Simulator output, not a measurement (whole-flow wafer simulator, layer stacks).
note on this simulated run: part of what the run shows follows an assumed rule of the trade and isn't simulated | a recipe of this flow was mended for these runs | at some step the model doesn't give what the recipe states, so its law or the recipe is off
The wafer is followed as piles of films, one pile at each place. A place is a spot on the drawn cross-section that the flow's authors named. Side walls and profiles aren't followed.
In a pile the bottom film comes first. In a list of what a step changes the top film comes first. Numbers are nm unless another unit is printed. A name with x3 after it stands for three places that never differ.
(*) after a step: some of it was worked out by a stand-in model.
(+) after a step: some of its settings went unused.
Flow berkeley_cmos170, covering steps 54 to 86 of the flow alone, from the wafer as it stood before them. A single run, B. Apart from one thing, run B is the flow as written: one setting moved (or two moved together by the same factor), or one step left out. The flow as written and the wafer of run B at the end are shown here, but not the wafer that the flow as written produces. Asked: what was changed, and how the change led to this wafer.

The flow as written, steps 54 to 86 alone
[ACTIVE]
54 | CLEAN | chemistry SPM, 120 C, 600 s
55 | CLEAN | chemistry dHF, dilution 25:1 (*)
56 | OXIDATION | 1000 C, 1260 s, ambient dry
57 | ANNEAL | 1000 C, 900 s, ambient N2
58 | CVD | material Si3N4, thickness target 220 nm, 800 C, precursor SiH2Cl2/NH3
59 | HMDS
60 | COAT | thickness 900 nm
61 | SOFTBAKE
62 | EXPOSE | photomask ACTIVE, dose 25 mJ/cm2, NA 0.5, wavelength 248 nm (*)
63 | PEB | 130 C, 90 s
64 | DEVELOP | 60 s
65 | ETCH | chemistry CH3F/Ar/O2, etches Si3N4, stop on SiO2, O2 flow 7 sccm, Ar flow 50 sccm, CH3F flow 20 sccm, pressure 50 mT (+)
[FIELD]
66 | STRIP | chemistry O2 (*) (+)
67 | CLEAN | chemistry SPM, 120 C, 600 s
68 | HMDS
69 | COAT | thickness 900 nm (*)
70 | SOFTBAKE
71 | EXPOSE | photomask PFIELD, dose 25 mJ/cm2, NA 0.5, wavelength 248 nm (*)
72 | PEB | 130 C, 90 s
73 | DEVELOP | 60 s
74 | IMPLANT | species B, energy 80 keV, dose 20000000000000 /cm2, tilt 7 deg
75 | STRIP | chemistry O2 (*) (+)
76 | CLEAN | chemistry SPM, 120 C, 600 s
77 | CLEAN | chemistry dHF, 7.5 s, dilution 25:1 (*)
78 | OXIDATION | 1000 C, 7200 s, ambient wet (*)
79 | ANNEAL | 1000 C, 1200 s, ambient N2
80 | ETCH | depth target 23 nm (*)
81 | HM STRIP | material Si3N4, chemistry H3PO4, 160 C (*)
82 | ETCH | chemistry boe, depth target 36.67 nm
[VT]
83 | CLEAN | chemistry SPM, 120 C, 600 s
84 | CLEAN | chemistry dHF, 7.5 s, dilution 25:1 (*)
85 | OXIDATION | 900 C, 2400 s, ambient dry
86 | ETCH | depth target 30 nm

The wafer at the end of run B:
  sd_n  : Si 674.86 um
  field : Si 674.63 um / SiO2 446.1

The reason: step 58, CVD: thickness target 341 nm was run, whereas the flow has thickness target 220 nm.

The path from the change to this, step by step:
  58 | CVD | material Si3N4, thickness target 220 nm, 800 C, precursor SiH2Cl2/NH3
      field, mark, sd_n and 10 more: Si3N4 gains 341 (new film) (as written it would have been: Si3N4 gains 220 (new film))
  65 | ETCH | chemistry CH3F/Ar/O2, etches Si3N4, stop on SiO2, O2 flow 7 sccm, Ar flow 50 sccm, CH3F flow 20 sccm, pressure 50 mT (+)
      mark, sd_n, spacer_n and 9 more: KrF-resist loses 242 (as written it would have been: KrF-resist loses 161.3)
      field: Si3N4 loses 341 (all of it), SiO2 loses 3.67 (as written it would have been: Si3N4 loses 220 (all of it), SiO2 loses 3.67)
  66 | STRIP | chemistry O2 (*) (+)
      mark, sd_n, spacer_n and 9 more: KrF-resist loses 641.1 (all of it) (as written it would have been: KrF-resist loses 721.7 (all of it))
  69 | COAT | thickness 900 nm (*)
      field: KrF-resist gains 990.2 (new film) (as written it would have been: KrF-resist gains 957.2 (new film))
      sd_n: KrF-resist gains 726.3 (new film) (as written it would have been: KrF-resist gains 784.1 (new film))
      (and at 10 other places as well)
  73 | DEVELOP | 60 s
      field: KrF-resist loses 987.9 (all of it) (as written it would have been: KrF-resist loses 955 (all of it))
  75 | STRIP | chemistry O2 (*) (+)
      sd_n: KrF-resist loses 709.8 (all of it) (as written it would have been: KrF-resist loses 767.4 (all of it))
      spacer_n: KrF-resist loses 763.4 (all of it) (as written it would have been: KrF-resist loses 803.4 (all of it))
      (and at 9 other places as well)
  78 | OXIDATION | 1000 C, 7200 s, ambient wet (*)
      sd_n, sd_p: SiO2 gains 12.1 (new film), Si3N4 loses 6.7 (as written it would have been: SiO2 gains 12.1 (new film), Si3N4 loses 6.7, SiO2 gains 0.07, Si loses 0.07)
  81 | HM STRIP | material Si3N4, chemistry H3PO4, 160 C (*)
      mark, sd_n, spacer_n and 9 more: Si3N4 loses 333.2 (all of it), SiO2 loses 17.4 (as written it would have been: Si3N4 loses 212.2 (all of it), SiO2 loses 11.1)
      field: SiO2 loses 27.8 (as written it would have been: SiO2 loses 17.7)
  82 | ETCH | chemistry boe, depth target 36.67 nm
      mark, sd_n, spacer_n and 9 more: SiO2 loses 9.13 (all of it) (as written it would have been: SiO2 loses 15.5 (all of it))
